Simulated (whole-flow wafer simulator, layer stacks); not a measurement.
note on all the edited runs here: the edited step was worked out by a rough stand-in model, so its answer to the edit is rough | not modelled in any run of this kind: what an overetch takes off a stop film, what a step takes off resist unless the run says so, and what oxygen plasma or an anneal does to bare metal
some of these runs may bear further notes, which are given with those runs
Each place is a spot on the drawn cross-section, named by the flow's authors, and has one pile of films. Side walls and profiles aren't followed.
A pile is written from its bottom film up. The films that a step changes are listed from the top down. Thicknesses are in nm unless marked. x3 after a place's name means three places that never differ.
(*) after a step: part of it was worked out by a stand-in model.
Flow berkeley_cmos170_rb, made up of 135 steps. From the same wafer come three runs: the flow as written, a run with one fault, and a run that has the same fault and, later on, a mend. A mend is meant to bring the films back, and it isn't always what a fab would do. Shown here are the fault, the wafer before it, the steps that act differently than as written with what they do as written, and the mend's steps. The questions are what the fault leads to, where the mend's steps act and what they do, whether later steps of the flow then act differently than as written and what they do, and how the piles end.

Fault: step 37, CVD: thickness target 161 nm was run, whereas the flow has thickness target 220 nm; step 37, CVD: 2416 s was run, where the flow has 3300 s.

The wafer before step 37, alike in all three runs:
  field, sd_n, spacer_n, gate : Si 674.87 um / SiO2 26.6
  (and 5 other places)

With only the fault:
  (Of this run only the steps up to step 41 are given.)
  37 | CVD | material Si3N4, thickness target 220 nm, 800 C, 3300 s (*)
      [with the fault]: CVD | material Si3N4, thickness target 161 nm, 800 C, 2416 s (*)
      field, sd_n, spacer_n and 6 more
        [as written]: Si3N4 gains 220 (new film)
        [with the fault]: Si3N4 gains 161 (new film)
  None of the later steps of the flow up to step 41 acts differently than as written at any place that is followed.
  After step 41, at field, sd_n, spacer_n and 6 more, the piles differ from the flow's by more than 2% or 0.5 nm, whichever is larger.
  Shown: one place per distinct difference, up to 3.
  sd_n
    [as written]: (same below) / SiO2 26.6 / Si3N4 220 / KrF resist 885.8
    [with the fault]: (same below) / SiO2 26.6 / Si3N4 161 / KrF resist 885.8
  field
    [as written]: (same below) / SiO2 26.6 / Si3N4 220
    [with the fault]: (same below) / SiO2 26.6 / Si3N4 161

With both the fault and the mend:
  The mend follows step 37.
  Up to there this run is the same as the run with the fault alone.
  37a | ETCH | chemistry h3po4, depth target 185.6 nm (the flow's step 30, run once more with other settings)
      field, sd_n, spacer_n and 6 more
        Si3N4 loses 161 (all of it)
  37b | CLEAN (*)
      does not change any film at any place that is followed
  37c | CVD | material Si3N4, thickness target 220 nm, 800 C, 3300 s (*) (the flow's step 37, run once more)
      field, sd_n, spacer_n and 6 more
        Si3N4 gains 220 (new film)
  None of the later steps of the flow acts differently than as written at any place that is followed.
  By the end, the piles equal the flow's at every place that both follow.
